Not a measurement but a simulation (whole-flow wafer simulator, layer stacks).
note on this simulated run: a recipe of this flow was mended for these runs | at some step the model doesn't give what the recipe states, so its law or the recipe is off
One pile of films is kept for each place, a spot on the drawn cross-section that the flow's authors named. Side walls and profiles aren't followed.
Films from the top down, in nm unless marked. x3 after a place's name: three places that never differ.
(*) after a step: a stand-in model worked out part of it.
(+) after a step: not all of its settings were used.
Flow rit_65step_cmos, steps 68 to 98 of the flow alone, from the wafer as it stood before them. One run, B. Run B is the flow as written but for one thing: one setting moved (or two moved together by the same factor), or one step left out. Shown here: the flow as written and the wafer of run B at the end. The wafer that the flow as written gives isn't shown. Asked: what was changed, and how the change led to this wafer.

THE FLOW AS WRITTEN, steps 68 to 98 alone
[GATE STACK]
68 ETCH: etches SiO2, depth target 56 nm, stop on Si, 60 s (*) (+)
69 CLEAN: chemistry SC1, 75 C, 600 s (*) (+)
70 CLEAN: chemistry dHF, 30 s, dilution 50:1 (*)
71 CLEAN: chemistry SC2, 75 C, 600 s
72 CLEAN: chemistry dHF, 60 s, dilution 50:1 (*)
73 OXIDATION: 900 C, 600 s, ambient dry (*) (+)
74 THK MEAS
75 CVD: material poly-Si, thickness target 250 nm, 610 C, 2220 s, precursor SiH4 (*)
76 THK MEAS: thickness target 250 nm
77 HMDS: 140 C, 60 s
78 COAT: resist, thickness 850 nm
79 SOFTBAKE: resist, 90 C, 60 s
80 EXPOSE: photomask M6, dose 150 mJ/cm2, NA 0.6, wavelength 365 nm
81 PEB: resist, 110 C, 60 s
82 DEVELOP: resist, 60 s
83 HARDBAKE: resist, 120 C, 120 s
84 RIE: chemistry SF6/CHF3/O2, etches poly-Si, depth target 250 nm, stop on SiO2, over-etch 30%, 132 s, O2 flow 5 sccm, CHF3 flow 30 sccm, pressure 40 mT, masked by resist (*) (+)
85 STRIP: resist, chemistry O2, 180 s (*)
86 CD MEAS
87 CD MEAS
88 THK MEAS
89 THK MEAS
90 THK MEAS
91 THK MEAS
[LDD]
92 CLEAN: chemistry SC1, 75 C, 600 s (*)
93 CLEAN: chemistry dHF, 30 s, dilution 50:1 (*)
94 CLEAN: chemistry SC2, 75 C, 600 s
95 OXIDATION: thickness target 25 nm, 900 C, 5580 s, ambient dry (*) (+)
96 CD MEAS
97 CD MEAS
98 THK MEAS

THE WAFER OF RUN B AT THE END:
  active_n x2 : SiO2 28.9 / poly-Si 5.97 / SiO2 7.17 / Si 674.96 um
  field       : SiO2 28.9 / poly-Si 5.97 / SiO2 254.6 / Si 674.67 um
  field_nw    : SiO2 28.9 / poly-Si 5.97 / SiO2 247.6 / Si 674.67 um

The cause: step 75, CVD: thickness target 348 nm was run, where the flow has thickness target 250 nm; step 75, CVD: 3094 s was run, where the flow has 2220 s.

How the change led to this, step by step:
  75 CVD: material poly-Si, thickness target 250 nm, 610 C, 2220 s, precursor SiH4 (*)
      field, field_pw, field_nw and 11 more: poly-Si +348 (new film) (as written it would be: poly-Si +250 (new film))
  84 RIE: chemistry SF6/CHF3/O2, etches poly-Si, depth target 250 nm, stop on SiO2, over-etch 30%, 132 s, O2 flow 5 sccm, CHF3 flow 30 sccm, pressure 40 mT, masked by resist (*) (+)
      field, field_pw, field_nw and 9 more: poly-Si -325 (as written it would be: poly-Si -250 (all of it), SiO2 -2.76)
  85 STRIP: resist, chemistry O2, 180 s (*)
      field, field_pw, field_nw and 9 more: chemical SiO2 +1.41 (new film), poly-Si -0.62 (as written it would be: nothing)
  92 CLEAN: chemistry SC1, 75 C, 600 s (*)
      field, field_pw, field_nw and 9 more: chemical SiO2 -0.81, poly-Si -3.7 (as written it would be: SiO2 -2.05)
  93 CLEAN: chemistry dHF, 30 s, dilution 50:1 (*)
      active_n x2, spacer, spacer_p, sd_n, sd_p, contact, m1: chemical SiO2 -0.6 (all of it) (as written it would be: SiO2 -2.36 (all of it))
      field, field_pw, field_nw, field_p: chemical SiO2 -0.6 (all of it) (as written it would be: SiO2 -2.78)
  95 OXIDATION: thickness target 25 nm, 900 C, 5580 s, ambient dry (*) (+)
      active_n x2, spacer, spacer_p, sd_n, sd_p, contact, m1: SiO2 +28.9 (new film), chemical SiO2 -0.4 (all of it), poly-Si -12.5 (as written it would be: SiO2 +26.5 (new film), chemical SiO2 -0.4 (all of it), Si -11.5)
      field, field_pw: SiO2 +28.9 (new film), chemical SiO2 -0.4 (all of it), poly-Si -12.5 (as written it would be: SiO2 +6.43, Si -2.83)
      (and at 2 more places)
